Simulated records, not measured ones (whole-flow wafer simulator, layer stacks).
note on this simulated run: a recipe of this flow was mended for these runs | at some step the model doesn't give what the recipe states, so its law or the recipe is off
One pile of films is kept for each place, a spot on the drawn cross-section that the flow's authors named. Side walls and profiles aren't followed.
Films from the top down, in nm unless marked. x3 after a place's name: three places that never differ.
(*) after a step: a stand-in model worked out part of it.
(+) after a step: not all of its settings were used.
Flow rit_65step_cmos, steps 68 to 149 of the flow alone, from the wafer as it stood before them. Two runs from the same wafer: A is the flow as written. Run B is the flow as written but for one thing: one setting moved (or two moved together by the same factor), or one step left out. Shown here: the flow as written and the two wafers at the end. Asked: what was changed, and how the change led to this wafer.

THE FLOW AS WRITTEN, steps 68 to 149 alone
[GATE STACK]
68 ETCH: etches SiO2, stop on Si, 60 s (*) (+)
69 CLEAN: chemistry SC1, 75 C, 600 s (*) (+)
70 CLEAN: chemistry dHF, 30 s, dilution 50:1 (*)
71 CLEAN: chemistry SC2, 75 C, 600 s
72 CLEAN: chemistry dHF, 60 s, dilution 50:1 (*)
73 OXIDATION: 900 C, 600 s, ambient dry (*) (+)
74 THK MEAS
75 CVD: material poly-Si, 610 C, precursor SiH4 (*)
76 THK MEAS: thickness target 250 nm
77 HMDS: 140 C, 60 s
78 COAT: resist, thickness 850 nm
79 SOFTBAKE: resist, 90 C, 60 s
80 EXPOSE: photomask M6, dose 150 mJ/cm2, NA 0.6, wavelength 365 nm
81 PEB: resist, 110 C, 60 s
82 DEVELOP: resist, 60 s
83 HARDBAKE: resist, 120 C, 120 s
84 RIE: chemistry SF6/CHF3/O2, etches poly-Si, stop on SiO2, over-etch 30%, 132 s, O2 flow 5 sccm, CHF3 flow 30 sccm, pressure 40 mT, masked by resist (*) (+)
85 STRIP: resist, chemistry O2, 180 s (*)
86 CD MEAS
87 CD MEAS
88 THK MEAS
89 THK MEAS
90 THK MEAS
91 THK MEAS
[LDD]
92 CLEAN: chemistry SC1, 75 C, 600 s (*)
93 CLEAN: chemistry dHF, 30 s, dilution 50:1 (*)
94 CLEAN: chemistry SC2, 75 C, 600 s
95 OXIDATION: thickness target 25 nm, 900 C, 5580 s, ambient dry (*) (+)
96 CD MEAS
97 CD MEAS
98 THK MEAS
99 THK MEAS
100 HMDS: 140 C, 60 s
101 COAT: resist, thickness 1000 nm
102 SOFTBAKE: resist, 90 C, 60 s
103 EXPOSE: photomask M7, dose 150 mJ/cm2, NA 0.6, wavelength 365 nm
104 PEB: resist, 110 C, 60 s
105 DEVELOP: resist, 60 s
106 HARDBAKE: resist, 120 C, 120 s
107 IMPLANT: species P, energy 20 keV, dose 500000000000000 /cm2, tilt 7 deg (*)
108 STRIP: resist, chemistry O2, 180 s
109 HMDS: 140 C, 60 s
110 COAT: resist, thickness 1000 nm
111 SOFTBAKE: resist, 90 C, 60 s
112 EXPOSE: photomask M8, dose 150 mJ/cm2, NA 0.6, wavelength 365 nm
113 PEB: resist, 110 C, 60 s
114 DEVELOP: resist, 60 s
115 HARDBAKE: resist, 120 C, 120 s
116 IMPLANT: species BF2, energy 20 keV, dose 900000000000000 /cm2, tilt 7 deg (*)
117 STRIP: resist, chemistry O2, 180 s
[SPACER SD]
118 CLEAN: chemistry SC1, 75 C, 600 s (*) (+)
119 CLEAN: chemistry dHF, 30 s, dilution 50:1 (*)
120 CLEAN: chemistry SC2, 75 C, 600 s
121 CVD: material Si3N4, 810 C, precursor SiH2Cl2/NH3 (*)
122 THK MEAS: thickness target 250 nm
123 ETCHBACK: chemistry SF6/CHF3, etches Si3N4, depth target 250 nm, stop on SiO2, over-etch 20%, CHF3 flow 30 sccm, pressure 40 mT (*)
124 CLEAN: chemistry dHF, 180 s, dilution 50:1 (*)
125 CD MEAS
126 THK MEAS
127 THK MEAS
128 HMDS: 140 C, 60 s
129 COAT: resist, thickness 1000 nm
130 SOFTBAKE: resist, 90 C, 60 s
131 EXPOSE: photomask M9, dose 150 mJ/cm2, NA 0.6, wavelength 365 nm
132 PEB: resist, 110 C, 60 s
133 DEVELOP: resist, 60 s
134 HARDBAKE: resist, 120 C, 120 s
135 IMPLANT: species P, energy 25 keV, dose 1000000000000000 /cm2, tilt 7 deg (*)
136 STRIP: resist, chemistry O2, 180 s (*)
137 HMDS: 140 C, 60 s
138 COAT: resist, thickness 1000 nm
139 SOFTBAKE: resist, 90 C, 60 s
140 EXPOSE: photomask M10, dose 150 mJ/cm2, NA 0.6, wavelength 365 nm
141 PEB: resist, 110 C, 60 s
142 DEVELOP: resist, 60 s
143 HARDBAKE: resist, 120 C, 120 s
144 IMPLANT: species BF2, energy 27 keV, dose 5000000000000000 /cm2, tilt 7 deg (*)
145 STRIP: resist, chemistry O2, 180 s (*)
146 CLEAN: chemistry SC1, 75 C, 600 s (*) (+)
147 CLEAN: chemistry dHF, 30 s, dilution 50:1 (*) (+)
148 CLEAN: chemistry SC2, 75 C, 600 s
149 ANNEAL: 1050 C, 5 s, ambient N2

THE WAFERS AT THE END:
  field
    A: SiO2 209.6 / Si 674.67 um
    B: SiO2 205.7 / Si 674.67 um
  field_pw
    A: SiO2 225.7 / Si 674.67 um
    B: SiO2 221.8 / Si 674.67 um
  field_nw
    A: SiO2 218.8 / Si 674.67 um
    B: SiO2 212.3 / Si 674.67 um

The cause: step 72, CLEAN: 96 s was run, where the flow has 60 s.

How the change led to this, step by step:
  72 CLEAN: chemistry dHF, 60 s, dilution 50:1 (*)
      field, field_pw: A SiO2 -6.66 | B SiO2 -10.7
      field_nw, field_p: A SiO2 -11.3 | B SiO2 -17.9
